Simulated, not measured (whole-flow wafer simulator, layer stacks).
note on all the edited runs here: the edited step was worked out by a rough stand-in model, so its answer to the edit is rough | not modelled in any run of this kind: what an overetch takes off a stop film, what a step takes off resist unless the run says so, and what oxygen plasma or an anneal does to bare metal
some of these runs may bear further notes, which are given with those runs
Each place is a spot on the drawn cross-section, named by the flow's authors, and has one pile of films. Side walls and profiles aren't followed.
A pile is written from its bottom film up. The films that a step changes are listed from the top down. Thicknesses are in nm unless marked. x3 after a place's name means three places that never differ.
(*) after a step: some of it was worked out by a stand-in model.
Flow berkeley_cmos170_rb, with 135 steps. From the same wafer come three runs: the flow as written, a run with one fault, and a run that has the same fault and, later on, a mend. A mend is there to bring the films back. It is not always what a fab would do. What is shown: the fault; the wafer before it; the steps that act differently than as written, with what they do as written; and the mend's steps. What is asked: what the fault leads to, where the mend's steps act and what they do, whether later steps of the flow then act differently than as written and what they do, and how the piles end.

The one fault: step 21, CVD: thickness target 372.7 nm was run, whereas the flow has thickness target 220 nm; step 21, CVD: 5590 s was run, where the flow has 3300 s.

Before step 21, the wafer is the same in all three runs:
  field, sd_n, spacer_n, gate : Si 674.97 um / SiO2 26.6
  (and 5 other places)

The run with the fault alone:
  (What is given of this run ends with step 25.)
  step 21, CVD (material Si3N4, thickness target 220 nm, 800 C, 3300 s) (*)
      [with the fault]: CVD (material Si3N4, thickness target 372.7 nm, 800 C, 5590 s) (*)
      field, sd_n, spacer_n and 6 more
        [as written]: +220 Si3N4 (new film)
        [with the fault]: +372.7 Si3N4 (new film)
  Later steps of the flow up to step 25 that are run all act as written at every place that is followed.
  Once step 25 is done, the piles at field, sd_n, spacer_n and 6 more depart from the flow's by more than 2% or 0.5 nm, whichever is larger.
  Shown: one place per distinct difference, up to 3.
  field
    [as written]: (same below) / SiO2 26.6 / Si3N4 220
    [with the fault]: (same below) / SiO2 26.6 / Si3N4 372.7
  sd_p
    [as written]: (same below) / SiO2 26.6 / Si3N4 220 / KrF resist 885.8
    [with the fault]: (same below) / SiO2 26.6 / Si3N4 372.7 / KrF resist 885.8

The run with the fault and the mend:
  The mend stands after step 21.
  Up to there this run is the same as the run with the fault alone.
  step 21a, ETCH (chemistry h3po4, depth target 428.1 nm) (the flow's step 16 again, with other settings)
      field, sd_n, spacer_n and 6 more
        -372.7 Si3N4 (all of it)
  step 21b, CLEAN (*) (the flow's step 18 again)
      alters no film at any place that is followed
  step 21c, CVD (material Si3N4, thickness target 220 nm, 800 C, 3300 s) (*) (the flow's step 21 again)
      field, sd_n, spacer_n and 6 more
        +220 Si3N4 (new film)
  Later steps of the flow that are run all act as written at every place that is followed.
  By the end, the piles equal the flow's at every place that both follow.
